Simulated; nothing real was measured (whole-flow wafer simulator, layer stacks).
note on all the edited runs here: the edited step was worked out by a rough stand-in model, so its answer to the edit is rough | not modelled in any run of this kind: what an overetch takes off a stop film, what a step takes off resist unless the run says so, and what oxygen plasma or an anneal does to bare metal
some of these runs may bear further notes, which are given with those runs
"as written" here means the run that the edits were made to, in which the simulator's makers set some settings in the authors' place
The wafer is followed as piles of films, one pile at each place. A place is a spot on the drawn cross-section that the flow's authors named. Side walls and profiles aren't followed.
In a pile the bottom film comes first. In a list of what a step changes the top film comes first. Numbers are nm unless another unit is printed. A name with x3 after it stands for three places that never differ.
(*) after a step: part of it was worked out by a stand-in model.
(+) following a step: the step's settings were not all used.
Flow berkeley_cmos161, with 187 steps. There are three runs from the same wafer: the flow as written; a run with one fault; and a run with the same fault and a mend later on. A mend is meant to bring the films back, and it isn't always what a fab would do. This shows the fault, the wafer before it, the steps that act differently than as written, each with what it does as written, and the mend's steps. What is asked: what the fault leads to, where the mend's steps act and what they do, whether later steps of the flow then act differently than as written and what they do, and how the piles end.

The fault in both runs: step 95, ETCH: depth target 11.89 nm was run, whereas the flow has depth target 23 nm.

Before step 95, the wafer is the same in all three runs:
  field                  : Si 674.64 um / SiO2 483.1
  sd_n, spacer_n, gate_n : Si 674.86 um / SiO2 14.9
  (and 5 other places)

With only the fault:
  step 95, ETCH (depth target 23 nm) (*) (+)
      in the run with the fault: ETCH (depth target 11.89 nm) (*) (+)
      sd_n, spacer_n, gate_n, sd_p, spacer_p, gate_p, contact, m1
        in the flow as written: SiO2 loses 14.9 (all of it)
        in the run with the fault: SiO2 loses 11.9
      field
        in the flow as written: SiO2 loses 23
        in the run with the fault: SiO2 loses 11.9
  Steps later in the flow that act otherwise than as written (34 other steps are not shown; they differ only slightly, by no more than 2% or 0.5 nm, whichever is larger):
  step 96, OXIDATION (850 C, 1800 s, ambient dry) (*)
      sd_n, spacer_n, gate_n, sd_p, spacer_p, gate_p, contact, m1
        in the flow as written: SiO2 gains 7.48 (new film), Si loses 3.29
        in the run with the fault: SiO2 gains 5.48, Si loses 2.41
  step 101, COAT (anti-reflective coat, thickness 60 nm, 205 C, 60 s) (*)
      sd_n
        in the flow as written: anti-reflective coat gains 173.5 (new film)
        in the run with the fault: anti-reflective coat gains 181.1 (new film)
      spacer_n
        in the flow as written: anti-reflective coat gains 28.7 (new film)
        in the run with the fault: anti-reflective coat gains 27 (new film)
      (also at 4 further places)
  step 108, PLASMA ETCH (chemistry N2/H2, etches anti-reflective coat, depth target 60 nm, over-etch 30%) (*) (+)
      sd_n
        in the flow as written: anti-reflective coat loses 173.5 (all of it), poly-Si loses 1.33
        in the run with the fault: anti-reflective coat loses 181.1 (all of it), poly-Si loses 1.39
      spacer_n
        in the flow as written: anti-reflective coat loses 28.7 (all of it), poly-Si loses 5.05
        in the run with the fault: anti-reflective coat loses 27 (all of it), poly-Si loses 5.34
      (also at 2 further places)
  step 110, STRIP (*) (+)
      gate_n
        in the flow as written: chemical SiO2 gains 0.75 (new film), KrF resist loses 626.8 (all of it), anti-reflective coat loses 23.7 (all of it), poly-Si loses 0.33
        in the run with the fault: chemical SiO2 gains 0.75 (new film), KrF resist loses 633 (all of it), anti-reflective coat loses 22 (all of it), poly-Si loses 0.33
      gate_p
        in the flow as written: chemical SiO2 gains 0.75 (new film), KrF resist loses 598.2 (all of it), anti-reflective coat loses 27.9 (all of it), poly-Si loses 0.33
        in the run with the fault: chemical SiO2 gains 0.75 (new film), KrF resist loses 601.8 (all of it), anti-reflective coat loses 27 (all of it), poly-Si loses 0.33
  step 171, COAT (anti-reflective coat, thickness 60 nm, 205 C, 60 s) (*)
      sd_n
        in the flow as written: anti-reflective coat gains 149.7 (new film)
        in the run with the fault: anti-reflective coat gains 158.2 (new film)
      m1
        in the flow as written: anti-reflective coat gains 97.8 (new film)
        in the run with the fault: anti-reflective coat gains 100.4 (new film)
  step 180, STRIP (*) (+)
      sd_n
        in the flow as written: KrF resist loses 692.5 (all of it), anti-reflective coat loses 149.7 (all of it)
        in the run with the fault: KrF resist loses 690.7 (all of it), anti-reflective coat loses 158.2 (all of it)
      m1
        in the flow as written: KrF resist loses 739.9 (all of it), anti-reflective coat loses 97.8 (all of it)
        in the run with the fault: KrF resist loses 743.6 (all of it), anti-reflective coat loses 100.4 (all of it)
  At field, gate_n, gate_p, the piles at the end differ from the flow's by more than 2% or 0.5 nm, whichever is larger.
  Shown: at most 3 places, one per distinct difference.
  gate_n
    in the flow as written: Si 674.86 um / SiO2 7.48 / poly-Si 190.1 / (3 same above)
    in the run with the fault: Si 674.86 um / SiO2 8.54 / poly-Si 190.1 / (3 same above)
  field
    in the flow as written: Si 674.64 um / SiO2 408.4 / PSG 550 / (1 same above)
    in the run with the fault: Si 674.64 um / SiO2 419.5 / PSG 550 / (1 same above)

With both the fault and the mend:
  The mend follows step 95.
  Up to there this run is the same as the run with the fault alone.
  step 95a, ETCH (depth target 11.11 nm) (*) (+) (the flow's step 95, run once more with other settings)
      sd_n, spacer_n, gate_n, sd_p, spacer_p, gate_p, contact, m1
        SiO2 loses 3.05 (all of it)
      field
        SiO2 loses 11.1
  Every later step of the flow that is run acts as written at every place that is followed.
  The piles end the same as the flow's at every place that both follow.
